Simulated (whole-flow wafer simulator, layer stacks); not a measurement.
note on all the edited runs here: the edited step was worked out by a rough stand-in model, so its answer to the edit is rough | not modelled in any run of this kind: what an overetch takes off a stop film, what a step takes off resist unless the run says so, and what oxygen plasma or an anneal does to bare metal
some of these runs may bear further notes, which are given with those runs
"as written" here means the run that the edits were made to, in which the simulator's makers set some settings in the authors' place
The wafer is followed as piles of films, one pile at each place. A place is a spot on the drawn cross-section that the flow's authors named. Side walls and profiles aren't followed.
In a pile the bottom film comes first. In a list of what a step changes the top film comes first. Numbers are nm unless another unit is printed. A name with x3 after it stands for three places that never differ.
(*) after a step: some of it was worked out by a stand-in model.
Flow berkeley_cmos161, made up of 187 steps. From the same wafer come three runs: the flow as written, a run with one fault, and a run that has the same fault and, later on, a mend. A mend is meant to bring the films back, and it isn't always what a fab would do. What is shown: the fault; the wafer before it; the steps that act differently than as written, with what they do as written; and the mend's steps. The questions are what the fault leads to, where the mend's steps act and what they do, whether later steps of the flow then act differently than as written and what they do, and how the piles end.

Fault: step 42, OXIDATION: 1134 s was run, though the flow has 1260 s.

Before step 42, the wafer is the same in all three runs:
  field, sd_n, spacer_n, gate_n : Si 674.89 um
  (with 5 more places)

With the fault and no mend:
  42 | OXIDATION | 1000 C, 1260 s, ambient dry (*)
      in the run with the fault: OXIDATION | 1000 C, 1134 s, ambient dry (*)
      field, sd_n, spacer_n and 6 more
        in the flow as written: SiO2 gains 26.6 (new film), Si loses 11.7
        in the run with the fault: SiO2 gains 25.1 (new film), Si loses 11
  Steps further on in the flow that do not act as written (not shown: 45 more steps that differ only slightly, by at most 2% or 0.5 nm, whichever is larger):
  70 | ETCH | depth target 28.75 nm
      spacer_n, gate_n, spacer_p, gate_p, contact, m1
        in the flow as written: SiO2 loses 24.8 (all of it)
        in the run with the fault: SiO2 loses 23.4 (all of it)
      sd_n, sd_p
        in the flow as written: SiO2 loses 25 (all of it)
        in the run with the fault: SiO2 loses 23.5 (all of it)
  The piles end only slightly different from the flow's at the places that both follow, by no more than 2% or 0.5 nm, whichever is larger.

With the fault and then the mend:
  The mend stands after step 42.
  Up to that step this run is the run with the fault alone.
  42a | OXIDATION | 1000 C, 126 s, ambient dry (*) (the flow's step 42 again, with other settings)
      field, sd_n, spacer_n and 6 more
        SiO2 gains 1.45, Si loses 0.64
  None of the later steps of the flow acts differently than as written at any place that is followed.
  At every place that both follow, the piles at the end match the flow's.
